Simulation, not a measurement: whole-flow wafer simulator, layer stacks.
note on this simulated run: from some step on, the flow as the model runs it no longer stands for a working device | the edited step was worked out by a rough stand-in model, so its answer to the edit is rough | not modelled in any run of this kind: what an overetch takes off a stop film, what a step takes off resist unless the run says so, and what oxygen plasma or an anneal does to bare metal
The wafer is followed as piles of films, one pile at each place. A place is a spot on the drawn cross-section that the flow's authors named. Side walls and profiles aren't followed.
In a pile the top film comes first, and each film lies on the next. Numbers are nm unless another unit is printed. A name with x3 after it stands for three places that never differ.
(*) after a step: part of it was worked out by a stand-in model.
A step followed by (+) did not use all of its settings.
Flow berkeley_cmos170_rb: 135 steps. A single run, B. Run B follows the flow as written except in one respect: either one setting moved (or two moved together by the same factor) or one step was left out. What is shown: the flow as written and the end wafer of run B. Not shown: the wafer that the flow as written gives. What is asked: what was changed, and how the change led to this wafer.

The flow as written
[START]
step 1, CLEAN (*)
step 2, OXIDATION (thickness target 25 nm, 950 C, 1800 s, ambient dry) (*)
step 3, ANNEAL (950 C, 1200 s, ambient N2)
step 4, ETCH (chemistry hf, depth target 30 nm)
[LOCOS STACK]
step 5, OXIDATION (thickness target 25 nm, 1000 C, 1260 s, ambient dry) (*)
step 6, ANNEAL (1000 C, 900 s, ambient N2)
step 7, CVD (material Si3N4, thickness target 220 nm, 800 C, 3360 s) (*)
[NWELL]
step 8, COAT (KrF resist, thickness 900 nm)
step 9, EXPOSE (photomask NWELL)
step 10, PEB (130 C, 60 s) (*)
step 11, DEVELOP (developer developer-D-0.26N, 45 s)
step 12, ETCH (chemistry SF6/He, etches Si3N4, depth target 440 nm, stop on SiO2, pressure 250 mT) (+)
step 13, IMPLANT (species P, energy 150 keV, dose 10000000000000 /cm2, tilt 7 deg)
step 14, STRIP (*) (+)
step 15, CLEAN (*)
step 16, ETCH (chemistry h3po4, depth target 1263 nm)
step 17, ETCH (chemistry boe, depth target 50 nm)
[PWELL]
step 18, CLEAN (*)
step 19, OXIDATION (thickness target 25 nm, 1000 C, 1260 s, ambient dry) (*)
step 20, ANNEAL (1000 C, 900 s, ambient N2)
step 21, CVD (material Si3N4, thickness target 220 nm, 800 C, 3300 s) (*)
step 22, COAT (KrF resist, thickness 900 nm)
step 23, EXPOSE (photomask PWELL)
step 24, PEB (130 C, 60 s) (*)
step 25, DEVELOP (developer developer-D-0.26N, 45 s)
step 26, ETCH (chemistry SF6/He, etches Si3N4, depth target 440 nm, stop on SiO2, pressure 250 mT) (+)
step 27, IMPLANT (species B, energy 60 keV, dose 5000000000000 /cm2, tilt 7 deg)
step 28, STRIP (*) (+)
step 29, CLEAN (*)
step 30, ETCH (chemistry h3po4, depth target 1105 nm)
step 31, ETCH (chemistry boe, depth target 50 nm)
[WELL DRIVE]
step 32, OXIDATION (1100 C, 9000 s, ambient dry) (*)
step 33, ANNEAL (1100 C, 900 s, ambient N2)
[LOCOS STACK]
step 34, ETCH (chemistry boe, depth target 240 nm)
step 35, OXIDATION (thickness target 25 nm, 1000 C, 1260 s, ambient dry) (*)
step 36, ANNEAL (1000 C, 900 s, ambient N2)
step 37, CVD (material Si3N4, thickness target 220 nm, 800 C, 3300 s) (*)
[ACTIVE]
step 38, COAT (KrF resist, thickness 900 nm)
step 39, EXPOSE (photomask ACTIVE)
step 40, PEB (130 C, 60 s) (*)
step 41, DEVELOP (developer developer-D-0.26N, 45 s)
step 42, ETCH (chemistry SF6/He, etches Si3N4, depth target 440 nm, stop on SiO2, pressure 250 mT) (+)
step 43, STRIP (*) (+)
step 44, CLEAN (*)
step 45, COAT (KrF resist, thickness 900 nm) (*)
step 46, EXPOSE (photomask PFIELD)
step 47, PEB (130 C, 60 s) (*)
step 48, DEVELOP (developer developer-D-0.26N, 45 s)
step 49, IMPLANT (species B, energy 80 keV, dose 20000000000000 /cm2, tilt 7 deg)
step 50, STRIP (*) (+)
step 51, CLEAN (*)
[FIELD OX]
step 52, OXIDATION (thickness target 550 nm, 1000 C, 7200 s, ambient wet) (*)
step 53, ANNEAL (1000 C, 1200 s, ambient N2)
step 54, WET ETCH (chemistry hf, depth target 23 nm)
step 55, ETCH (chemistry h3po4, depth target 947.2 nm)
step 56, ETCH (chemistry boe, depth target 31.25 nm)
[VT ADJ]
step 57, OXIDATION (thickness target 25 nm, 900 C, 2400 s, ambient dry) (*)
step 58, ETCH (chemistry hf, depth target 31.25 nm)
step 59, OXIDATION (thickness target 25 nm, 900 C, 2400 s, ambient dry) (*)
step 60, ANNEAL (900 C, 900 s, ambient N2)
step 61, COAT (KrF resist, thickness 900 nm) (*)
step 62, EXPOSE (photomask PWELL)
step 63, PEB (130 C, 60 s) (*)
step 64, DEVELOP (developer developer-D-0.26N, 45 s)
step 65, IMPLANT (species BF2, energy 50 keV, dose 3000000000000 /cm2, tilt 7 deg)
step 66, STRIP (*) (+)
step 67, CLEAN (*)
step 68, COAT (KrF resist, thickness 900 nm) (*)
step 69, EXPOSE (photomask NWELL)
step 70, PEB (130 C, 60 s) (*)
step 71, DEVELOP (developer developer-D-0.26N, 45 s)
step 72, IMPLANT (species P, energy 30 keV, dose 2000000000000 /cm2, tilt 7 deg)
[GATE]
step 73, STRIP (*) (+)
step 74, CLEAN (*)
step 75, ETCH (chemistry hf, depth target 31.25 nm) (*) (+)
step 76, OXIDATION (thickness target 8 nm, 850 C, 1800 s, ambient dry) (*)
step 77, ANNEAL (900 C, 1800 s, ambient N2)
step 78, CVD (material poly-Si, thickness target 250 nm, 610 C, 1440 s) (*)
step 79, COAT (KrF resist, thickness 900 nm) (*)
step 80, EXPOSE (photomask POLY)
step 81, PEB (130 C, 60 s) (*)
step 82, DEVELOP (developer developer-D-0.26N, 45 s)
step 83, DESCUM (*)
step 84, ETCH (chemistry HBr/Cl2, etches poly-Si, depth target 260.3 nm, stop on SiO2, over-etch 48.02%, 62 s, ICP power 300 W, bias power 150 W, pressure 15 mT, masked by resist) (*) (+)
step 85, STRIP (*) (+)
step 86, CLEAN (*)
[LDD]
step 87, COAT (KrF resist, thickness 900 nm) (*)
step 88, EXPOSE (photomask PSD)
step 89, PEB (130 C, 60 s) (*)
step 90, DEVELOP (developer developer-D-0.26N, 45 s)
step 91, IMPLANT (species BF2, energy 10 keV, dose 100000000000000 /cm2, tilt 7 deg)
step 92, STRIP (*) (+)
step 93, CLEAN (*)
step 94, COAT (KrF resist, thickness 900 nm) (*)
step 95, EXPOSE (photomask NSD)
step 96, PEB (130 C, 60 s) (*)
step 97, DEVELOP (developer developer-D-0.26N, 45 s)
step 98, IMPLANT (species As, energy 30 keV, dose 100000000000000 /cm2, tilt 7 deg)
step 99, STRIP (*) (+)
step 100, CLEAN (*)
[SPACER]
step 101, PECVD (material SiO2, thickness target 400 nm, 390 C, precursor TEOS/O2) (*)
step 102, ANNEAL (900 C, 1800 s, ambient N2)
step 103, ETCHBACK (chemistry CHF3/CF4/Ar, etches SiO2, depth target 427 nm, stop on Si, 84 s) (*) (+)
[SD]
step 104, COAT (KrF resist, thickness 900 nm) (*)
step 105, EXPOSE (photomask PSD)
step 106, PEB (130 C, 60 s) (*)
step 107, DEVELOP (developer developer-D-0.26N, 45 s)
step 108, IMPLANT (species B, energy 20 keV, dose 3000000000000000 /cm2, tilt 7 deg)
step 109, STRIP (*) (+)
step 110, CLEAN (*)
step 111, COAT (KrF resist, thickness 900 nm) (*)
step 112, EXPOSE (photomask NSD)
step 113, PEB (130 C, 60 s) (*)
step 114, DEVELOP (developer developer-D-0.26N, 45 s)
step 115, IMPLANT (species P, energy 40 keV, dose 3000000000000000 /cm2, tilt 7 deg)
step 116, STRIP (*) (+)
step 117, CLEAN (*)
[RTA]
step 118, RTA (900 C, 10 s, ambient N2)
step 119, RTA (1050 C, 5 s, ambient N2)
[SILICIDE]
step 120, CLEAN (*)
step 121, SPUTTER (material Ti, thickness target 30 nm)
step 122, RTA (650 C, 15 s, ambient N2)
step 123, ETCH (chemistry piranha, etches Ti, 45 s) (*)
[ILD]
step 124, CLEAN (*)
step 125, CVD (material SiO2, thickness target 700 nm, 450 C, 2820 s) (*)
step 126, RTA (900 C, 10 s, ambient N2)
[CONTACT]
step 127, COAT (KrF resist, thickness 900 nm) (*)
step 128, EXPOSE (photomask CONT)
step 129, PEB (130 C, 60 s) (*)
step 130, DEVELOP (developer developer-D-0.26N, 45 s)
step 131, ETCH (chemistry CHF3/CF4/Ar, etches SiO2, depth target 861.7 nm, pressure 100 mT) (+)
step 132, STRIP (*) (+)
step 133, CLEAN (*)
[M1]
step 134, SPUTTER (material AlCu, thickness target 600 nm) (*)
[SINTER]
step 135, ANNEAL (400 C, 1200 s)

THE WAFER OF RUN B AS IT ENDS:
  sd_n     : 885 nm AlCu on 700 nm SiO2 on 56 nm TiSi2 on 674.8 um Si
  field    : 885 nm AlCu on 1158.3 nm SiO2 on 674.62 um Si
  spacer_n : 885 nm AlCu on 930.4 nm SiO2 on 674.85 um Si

What caused this: step 134, SPUTTER: thickness target 885 nm was run, while the flow as written has thickness target 600 nm.
The wafer lets one read it off: sd_n has AlCu 885, and step 134 as written asks for 600 nm.

How this came from the change, step by step:
  step 134, SPUTTER (material AlCu, thickness target 600 nm) (*)
      field, sd_n, spacer_n, gate, spacer_p, gate_p, m1: AlCu gains 885 (new film) (it would be, as written: AlCu gains 600 (new film))
      sd_p: AlCu gains 820.6 (new film) (it would be, as written: AlCu gains 545.9 (new film))
      (as well as at 1 more place)
